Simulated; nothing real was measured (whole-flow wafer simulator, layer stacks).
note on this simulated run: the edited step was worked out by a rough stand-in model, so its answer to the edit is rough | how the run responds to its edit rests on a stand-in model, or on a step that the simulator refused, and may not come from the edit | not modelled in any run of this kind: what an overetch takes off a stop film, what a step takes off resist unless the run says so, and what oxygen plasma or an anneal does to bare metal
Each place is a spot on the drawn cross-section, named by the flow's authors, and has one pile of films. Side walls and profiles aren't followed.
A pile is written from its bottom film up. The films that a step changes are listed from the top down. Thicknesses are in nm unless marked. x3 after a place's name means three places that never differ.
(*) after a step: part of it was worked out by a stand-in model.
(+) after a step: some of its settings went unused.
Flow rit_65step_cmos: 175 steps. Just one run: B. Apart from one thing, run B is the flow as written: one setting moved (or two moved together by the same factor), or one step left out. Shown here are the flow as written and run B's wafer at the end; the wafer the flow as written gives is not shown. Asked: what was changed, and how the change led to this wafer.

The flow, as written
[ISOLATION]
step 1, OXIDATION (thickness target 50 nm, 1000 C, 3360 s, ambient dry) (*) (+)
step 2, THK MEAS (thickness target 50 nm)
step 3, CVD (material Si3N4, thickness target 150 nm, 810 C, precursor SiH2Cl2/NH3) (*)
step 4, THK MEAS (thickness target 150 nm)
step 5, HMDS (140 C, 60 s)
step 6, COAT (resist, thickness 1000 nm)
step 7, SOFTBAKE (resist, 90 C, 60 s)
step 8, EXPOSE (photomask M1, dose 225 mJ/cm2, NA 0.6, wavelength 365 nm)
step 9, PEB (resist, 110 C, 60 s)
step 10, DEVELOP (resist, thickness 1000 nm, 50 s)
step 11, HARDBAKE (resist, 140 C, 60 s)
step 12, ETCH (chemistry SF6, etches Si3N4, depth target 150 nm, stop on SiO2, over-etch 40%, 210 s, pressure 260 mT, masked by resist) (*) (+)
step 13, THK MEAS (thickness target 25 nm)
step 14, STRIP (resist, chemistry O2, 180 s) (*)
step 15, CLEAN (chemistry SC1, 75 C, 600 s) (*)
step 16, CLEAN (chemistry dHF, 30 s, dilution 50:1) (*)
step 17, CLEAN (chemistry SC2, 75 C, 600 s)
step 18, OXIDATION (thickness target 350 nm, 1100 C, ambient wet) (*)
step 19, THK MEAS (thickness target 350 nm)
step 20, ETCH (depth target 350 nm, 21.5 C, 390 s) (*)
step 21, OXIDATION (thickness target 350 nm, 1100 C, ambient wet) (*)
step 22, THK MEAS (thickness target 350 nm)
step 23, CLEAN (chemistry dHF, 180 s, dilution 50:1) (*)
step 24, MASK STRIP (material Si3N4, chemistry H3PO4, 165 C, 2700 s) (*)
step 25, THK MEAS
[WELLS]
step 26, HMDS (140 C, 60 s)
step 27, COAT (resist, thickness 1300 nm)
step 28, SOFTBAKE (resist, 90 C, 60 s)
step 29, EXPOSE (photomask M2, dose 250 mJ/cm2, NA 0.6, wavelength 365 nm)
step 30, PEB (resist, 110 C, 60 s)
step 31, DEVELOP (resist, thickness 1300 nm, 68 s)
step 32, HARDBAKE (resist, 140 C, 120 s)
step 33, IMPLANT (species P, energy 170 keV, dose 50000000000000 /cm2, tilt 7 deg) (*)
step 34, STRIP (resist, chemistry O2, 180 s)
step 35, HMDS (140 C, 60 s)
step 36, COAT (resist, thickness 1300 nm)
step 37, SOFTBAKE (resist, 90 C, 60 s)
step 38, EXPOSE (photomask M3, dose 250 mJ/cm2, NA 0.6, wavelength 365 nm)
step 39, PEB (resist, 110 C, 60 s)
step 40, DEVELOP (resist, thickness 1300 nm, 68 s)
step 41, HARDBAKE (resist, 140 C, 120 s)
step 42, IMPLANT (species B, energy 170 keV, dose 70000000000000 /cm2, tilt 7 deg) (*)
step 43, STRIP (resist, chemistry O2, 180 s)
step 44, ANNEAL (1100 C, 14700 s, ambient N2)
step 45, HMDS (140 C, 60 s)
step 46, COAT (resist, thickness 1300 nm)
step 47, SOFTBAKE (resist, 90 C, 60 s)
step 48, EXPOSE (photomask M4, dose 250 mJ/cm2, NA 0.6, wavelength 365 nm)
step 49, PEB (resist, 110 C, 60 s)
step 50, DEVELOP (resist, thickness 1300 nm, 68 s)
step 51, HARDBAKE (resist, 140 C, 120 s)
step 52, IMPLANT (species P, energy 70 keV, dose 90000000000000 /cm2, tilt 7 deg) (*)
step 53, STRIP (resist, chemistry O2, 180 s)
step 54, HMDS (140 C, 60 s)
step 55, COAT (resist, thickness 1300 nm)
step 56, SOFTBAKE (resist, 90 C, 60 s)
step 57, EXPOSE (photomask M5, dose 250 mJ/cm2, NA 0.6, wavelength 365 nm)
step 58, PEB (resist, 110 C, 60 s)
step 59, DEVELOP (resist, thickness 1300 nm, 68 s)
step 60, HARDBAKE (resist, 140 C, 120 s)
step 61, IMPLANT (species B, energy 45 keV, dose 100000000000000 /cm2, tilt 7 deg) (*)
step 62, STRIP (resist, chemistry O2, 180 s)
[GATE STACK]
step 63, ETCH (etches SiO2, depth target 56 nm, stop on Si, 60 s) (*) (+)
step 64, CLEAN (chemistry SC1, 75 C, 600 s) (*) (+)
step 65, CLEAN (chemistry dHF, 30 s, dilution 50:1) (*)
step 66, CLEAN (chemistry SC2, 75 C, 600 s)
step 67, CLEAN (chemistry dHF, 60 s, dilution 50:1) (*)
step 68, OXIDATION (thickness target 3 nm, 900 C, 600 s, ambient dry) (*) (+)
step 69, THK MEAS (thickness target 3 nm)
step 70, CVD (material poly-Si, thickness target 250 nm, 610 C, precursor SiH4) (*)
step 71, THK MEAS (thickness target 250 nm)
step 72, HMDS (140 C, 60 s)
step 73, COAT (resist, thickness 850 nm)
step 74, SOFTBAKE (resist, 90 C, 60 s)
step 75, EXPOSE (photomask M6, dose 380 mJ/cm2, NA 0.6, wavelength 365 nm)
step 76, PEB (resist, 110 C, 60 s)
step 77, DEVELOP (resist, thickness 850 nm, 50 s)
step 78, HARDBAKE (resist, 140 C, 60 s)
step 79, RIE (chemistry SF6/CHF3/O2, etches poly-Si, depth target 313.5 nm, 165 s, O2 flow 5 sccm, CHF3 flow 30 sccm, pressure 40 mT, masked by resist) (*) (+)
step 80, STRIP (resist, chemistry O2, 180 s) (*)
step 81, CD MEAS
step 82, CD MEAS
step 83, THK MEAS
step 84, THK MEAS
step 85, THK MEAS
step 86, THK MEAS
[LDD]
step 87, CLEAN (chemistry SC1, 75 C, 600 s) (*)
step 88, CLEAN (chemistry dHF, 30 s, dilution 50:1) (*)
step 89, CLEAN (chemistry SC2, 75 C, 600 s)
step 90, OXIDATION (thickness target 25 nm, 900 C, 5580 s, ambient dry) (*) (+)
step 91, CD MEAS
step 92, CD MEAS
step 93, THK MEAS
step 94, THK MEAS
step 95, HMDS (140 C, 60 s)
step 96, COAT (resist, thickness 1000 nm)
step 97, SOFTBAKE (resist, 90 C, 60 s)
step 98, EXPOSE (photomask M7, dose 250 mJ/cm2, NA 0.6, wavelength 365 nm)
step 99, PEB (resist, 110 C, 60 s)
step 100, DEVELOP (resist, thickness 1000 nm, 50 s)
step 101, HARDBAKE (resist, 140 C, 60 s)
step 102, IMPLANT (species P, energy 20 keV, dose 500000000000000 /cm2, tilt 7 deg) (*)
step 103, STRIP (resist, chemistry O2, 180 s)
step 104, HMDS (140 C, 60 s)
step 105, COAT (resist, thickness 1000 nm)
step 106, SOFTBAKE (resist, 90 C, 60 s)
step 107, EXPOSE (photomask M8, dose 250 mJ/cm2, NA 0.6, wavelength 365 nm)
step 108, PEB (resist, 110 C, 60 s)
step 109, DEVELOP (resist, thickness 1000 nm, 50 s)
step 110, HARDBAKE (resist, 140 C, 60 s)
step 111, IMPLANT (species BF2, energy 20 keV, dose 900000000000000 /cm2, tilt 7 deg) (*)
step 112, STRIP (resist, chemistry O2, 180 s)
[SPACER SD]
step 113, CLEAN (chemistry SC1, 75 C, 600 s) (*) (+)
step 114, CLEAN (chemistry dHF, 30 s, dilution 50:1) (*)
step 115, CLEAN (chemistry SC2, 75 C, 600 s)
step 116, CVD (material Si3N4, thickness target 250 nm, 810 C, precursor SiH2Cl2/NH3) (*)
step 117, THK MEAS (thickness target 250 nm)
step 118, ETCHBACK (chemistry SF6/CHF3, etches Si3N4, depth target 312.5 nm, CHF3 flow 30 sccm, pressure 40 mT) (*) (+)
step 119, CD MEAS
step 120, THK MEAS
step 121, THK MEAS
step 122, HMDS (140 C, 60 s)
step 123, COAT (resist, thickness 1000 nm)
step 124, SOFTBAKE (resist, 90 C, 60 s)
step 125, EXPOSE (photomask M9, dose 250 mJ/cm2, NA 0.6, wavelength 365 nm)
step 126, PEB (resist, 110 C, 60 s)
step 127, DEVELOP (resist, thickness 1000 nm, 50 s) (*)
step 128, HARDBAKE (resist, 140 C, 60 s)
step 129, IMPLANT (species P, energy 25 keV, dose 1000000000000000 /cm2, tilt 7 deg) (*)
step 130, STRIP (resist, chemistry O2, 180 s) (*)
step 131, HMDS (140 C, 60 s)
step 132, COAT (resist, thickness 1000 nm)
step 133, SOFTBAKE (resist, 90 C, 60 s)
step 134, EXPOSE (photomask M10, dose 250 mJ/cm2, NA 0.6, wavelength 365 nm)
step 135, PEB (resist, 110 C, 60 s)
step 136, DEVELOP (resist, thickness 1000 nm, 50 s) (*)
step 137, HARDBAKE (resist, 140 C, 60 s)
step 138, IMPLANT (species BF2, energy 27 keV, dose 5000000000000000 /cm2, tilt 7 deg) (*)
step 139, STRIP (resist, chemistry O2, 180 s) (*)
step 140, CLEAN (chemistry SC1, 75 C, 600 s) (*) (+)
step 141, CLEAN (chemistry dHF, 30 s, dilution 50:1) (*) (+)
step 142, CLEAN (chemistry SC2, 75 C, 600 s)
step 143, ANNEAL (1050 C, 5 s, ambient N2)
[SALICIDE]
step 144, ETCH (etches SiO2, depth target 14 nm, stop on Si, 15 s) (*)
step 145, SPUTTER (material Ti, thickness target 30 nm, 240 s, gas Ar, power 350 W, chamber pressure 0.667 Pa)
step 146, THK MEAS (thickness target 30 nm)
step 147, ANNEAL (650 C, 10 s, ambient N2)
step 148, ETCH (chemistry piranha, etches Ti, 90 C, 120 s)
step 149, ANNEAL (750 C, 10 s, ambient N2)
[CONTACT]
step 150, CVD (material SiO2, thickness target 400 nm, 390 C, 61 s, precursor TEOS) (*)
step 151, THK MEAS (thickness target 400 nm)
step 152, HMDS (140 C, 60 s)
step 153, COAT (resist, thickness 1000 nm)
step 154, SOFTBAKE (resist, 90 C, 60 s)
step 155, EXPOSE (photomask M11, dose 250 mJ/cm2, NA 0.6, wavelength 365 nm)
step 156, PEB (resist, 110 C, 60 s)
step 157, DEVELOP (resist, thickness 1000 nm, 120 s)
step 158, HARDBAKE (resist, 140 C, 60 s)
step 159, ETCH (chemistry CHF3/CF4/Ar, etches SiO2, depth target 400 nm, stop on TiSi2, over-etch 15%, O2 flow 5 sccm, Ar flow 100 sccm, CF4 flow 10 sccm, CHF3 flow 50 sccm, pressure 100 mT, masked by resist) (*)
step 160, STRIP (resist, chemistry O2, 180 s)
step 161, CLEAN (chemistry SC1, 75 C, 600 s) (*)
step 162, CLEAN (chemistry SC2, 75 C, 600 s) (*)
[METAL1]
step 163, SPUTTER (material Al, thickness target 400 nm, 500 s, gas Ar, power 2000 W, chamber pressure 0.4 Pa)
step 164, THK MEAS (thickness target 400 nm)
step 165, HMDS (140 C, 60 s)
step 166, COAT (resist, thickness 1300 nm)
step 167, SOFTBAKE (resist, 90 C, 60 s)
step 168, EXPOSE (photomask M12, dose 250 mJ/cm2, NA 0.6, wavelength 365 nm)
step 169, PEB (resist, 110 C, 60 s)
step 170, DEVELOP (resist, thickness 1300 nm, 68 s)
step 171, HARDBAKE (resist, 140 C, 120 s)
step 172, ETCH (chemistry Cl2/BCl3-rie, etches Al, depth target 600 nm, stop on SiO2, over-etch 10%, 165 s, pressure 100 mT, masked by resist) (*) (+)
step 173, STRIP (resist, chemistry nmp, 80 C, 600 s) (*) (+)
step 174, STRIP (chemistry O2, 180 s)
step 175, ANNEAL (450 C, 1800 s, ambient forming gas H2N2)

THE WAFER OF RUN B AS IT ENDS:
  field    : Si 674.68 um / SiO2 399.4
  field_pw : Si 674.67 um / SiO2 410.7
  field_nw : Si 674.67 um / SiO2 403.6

The reason: step 118, ETCHBACK: depth target 468.8 nm was run, while the flow as written has depth target 312.5 nm.

Step by step, how the change led to this:
  step 118, ETCHBACK (chemistry SF6/CHF3, etches Si3N4, depth target 312.5 nm, CHF3 flow 30 sccm, pressure 40 mT) (*) (+)
      field, field_pw, field_nw, field_p: Si3N4 loses 250 (all of it), SiO2 loses 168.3 (as written it would have been: Si3N4 loses 250 (all of it), SiO2 loses 48.1)
      spacer, spacer_p: Si3N4 loses 210.3 (as written it would have been: Si3N4 loses 54)
  step 123, COAT (resist, thickness 1000 nm)
      field: resist gains 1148 (new film) (as written it would have been: resist gains 1066.4 (new film))
      field_pw: resist gains 1103.1 (new film) (as written it would have been: resist gains 1044.8 (new film))
      (as well as at 4 more places)
  step 126, PEB (resist, 110 C, 60 s)
      field: resist loses 60 (as written it would have been: resist loses 55.6)
      field_pw: resist loses 57.6 (as written it would have been: resist loses 54.3)
      (as well as at 4 more places)
  step 127, DEVELOP (resist, thickness 1000 nm, 50 s) (*)
      field: resist loses 1088 (all of it) (as written it would have been: resist loses 1010.9 (all of it))
      spacer: resist loses 887.9 (all of it) (as written it would have been: resist loses 772.3 (all of it))
  step 128, HARDBAKE (resist, 140 C, 60 s)
      field_pw: resist loses 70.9 (as written it would have been: resist loses 66.4)
      field_nw: resist loses 71.3 (as written it would have been: resist loses 67.1)
      (as well as at 2 more places)
  step 130, STRIP (resist, chemistry O2, 180 s) (*)
      field_pw: resist loses 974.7 (all of it) (as written it would have been: resist loses 924.1 (all of it))
      field_nw: resist loses 979.7 (all of it) (as written it would have been: resist loses 928.7 (all of it))
      (as well as at 2 more places)
  step 132, COAT (resist, thickness 1000 nm)
      field: resist gains 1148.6 (new film) (as written it would have been: resist gains 1067 (new film))
      field_pw: resist gains 1103.5 (new film) (as written it would have been: resist gains 1045.2 (new film))
      (as well as at 4 more places)
  step 135, PEB (resist, 110 C, 60 s)
      spacer, spacer_p: resist loses 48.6 (as written it would have been: resist loses 42)
      field: resist loses 60.1 (as written it would have been: resist loses 55.6)
      (as well as at 3 more places)
  step 136, DEVELOP (resist, thickness 1000 nm, 50 s) (*)
      field_p: resist loses 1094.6 (all of it) (as written it would have been: resist loses 1018 (all of it))
      spacer_p: resist loses 889 (all of it) (as written it would have been: resist loses 773.3 (all of it))
  step 137, HARDBAKE (resist, 140 C, 60 s)
      field: resist loses 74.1 (as written it would have been: resist loses 68.3)
      field_pw: resist loses 70.9 (as written it would have been: resist loses 66.4)
      (as well as at 2 more places)
  step 139, STRIP (resist, chemistry O2, 180 s) (*)
      field: resist loses 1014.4 (all of it) (as written it would have been: resist loses 943.1 (all of it))
      field_pw: resist loses 975 (all of it) (as written it would have been: resist loses 924.5 (all of it))
      (as well as at 2 more places)
  step 153, COAT (resist, thickness 1000 nm)
      field: resist gains 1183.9 (new film) (as written it would have been: resist gains 1093.2 (new film))
      field_pw: resist gains 1121.3 (new film) (as written it would have been: resist gains 1057.8 (new film))
      (as well as at 4 more places)
  step 156, PEB (resist, 110 C, 60 s)
      field: resist loses 62 (as written it would have been: resist loses 57)
      field_pw: resist loses 58.6 (as written it would have been: resist loses 55.1)
      (as well as at 4 more places)
  step 158, HARDBAKE (resist, 140 C, 60 s)
      spacer, spacer_p: resist loses 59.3 (as written it would have been: resist loses 51.5)
      field: resist loses 76.6 (as written it would have been: resist loses 70.2)
      (as well as at 3 more places)
  step 160, STRIP (resist, chemistry O2, 180 s)
      field: resist loses 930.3 (all of it) (as written it would have been: resist loses 851 (all of it))
      field_pw: resist loses 875.5 (all of it) (as written it would have been: resist loses 820.1 (all of it))
      (as well as at 4 more places)
  step 166, COAT (resist, thickness 1300 nm)
      field: resist gains 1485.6 (new film) (as written it would have been: resist gains 1390 (new film))
      field_pw: resist gains 1426 (new film) (as written it would have been: resist gains 1356.8 (new film))
      (as well as at 4 more places)
  ... 1 further step ...
  step 170, DEVELOP (resist, thickness 1300 nm, 68 s)
      field: resist loses 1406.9 (all of it) (as written it would have been: resist loses 1316.6 (all of it))
      field_pw: resist loses 1350.7 (all of it) (as written it would have been: resist loses 1285.5 (all of it))
      (as well as at 4 more places)
